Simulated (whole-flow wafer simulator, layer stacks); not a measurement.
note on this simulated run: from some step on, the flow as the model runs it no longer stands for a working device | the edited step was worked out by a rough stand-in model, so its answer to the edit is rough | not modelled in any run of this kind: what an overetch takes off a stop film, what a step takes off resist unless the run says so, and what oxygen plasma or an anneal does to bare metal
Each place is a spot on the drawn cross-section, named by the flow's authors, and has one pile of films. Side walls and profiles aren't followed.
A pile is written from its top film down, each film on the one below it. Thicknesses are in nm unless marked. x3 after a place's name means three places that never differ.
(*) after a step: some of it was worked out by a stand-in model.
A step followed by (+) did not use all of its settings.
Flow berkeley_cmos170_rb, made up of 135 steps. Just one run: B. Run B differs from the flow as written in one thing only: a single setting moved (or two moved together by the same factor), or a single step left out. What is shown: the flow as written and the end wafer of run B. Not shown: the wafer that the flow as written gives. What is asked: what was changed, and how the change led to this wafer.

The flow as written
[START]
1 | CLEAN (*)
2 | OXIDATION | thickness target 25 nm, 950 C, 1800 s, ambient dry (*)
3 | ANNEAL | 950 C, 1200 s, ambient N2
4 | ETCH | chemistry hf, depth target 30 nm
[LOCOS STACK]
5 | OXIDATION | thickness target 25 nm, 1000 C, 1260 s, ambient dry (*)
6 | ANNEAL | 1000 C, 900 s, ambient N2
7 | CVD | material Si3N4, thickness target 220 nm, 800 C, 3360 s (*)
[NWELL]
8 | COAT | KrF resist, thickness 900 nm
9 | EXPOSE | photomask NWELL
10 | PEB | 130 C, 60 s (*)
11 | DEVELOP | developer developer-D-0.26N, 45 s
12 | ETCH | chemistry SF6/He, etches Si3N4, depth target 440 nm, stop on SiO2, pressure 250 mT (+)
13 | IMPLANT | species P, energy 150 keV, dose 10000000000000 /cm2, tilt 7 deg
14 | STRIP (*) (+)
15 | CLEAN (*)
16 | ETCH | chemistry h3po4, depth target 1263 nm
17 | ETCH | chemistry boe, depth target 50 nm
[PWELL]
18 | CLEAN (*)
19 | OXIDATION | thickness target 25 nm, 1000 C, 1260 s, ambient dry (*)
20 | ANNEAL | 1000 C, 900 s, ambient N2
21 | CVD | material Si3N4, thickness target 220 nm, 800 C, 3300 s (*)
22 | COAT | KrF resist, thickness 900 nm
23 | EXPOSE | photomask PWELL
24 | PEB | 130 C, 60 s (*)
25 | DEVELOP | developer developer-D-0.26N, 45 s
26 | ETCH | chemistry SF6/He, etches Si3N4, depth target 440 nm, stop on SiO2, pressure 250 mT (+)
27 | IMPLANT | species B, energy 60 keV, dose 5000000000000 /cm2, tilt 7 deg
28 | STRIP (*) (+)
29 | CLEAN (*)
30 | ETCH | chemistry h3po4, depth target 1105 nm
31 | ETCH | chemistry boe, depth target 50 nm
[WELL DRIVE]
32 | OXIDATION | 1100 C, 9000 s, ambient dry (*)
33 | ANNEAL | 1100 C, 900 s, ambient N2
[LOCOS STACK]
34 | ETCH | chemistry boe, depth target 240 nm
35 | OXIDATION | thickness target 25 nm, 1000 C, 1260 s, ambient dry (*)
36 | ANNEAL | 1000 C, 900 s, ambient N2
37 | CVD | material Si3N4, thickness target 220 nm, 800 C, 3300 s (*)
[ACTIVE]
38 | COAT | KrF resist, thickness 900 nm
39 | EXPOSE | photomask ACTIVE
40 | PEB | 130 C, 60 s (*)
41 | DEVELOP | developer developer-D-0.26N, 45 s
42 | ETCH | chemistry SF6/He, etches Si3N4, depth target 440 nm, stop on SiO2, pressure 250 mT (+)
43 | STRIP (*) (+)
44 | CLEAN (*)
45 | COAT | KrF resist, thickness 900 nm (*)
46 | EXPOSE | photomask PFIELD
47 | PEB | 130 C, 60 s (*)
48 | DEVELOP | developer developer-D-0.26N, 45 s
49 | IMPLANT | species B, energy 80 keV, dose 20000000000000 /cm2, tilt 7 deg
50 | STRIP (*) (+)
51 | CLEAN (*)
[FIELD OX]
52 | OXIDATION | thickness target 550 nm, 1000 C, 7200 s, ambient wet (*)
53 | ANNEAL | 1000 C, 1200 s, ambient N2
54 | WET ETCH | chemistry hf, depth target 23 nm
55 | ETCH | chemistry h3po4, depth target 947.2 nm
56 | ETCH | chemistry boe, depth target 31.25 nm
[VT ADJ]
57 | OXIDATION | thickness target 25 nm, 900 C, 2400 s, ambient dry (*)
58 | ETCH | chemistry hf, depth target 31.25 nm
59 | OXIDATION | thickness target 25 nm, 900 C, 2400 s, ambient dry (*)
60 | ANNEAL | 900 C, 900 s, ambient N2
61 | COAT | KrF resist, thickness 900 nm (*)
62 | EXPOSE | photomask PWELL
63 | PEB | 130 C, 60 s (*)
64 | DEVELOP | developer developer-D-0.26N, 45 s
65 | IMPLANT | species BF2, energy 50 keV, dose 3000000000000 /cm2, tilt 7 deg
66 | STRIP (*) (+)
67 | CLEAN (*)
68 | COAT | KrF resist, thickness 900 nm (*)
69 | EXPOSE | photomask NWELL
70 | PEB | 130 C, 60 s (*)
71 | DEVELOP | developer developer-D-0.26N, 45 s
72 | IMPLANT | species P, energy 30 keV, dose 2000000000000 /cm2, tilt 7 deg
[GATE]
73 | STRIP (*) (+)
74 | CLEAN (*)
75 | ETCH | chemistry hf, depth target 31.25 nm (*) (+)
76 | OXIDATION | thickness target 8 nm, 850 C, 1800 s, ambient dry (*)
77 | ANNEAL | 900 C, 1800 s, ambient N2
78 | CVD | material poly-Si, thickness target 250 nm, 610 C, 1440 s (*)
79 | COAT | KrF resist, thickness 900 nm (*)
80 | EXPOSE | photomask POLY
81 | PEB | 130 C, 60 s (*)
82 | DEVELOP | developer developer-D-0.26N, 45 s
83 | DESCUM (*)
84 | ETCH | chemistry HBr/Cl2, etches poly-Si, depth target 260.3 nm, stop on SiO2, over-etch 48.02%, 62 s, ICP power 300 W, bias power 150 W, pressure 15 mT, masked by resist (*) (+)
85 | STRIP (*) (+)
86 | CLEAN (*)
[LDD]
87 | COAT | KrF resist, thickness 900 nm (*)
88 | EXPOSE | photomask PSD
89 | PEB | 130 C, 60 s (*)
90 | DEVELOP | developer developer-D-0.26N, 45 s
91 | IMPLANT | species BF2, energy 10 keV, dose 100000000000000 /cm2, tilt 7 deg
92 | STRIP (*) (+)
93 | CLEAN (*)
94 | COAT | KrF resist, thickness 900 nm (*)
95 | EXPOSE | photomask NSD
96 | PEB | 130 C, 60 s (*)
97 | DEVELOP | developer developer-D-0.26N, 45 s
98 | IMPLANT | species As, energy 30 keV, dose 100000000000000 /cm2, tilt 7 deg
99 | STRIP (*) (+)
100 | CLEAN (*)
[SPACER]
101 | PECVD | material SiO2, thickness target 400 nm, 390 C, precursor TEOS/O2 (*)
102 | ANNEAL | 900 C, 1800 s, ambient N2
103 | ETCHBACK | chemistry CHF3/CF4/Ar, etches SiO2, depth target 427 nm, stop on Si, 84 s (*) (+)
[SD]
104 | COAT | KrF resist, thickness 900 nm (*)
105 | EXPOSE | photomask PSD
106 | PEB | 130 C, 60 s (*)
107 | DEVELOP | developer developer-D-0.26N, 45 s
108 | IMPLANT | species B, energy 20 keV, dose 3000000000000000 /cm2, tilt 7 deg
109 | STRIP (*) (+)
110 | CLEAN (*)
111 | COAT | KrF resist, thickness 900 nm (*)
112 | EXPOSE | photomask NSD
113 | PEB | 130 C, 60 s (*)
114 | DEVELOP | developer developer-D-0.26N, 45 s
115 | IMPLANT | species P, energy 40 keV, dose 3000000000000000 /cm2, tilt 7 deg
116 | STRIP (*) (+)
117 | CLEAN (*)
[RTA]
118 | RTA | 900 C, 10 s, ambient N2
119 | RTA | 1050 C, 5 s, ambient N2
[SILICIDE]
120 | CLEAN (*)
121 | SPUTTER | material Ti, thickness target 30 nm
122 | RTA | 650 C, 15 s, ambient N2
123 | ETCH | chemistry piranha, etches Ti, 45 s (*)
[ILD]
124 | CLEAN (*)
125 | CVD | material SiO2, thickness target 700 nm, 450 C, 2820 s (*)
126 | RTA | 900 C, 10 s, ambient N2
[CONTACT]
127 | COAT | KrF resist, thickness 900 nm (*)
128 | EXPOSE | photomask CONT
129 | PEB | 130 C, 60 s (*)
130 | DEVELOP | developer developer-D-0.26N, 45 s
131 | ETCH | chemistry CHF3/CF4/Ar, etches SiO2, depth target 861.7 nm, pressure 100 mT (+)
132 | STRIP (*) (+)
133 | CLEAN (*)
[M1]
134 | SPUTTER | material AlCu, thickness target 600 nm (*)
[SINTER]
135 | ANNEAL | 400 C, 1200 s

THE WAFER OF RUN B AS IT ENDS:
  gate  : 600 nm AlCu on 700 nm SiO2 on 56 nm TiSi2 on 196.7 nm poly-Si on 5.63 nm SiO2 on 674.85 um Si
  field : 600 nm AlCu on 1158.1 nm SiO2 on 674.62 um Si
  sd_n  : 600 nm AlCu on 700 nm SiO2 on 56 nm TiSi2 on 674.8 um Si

What caused this: step 76, OXIDATION: 1080 s was run, while the flow as written has 1800 s.

Step by step, how the change led to this:
  76 | OXIDATION | thickness target 8 nm, 850 C, 1800 s, ambient dry (*)
      sd_n, spacer_n, gate, sd_p, spacer_p, gate_p, contact, m1: +5.63 SiO2 (new film), -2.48 Si (as written it would have been: +7.53 SiO2 (new film), -3.31 Si)
